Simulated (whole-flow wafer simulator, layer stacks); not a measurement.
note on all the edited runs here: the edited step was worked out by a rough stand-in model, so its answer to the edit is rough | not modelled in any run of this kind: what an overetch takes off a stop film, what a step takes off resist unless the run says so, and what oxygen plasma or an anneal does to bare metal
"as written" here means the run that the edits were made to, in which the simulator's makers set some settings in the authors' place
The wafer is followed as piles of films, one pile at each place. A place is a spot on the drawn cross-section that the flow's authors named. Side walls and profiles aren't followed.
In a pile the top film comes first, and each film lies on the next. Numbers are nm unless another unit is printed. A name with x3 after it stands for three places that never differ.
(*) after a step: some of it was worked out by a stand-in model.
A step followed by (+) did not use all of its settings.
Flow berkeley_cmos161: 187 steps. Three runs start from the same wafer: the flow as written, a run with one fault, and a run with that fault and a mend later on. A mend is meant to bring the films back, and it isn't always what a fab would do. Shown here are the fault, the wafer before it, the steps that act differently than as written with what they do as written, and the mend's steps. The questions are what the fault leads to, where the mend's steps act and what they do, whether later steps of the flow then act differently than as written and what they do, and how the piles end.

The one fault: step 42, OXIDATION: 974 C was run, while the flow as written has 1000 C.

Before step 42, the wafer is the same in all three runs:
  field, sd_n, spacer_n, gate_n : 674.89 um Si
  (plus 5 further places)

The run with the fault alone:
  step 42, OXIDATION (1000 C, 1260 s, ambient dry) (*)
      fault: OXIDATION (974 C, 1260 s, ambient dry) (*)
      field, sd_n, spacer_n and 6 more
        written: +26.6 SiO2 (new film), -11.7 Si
        fault: +20.7 SiO2 (new film), -9.09 Si
  Steps later in the flow that act otherwise than as written (46 other steps are not shown; they differ only slightly, by no more than 2% or 0.5 nm, whichever is larger):
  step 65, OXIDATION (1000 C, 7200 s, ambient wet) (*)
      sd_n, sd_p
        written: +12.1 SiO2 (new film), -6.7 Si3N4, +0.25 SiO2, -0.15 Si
        fault: +12.1 SiO2 (new film), -6.7 Si3N4
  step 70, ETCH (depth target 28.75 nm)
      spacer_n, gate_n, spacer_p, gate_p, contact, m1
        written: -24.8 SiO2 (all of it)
        fault: -18.9 SiO2 (all of it)
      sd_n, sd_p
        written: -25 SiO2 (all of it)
        fault: -18.9 SiO2 (all of it)
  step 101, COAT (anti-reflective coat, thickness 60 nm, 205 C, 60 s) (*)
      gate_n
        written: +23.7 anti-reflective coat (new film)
        fault: +24.5 anti-reflective coat (new film)
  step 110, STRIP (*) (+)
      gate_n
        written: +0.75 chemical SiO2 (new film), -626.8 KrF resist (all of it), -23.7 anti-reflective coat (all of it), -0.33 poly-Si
        fault: +0.75 chemical SiO2 (new film), -624.9 KrF resist (all of it), -24.5 anti-reflective coat (all of it), -0.33 poly-Si
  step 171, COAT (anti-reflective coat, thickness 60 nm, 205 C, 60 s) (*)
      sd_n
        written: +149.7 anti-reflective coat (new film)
        fault: +146.6 anti-reflective coat (new film)
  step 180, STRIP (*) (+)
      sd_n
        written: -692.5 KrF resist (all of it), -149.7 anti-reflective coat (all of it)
        fault: -692.9 KrF resist (all of it), -146.6 anti-reflective coat (all of it)
  At the end the piles are close to the flow's at the places that both follow, differing by at most 2% or 0.5 nm, whichever is larger.

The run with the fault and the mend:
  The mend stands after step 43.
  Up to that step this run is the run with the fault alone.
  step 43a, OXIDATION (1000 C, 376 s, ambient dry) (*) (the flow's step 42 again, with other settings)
      field, sd_n, spacer_n and 6 more
        +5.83 SiO2, -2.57 Si
  None of the later steps of the flow differs from how it acts as written, at any place that is followed, by more than 2% or 0.5 nm, whichever is larger.
  At every place that both follow, the piles at the end match the flow's.
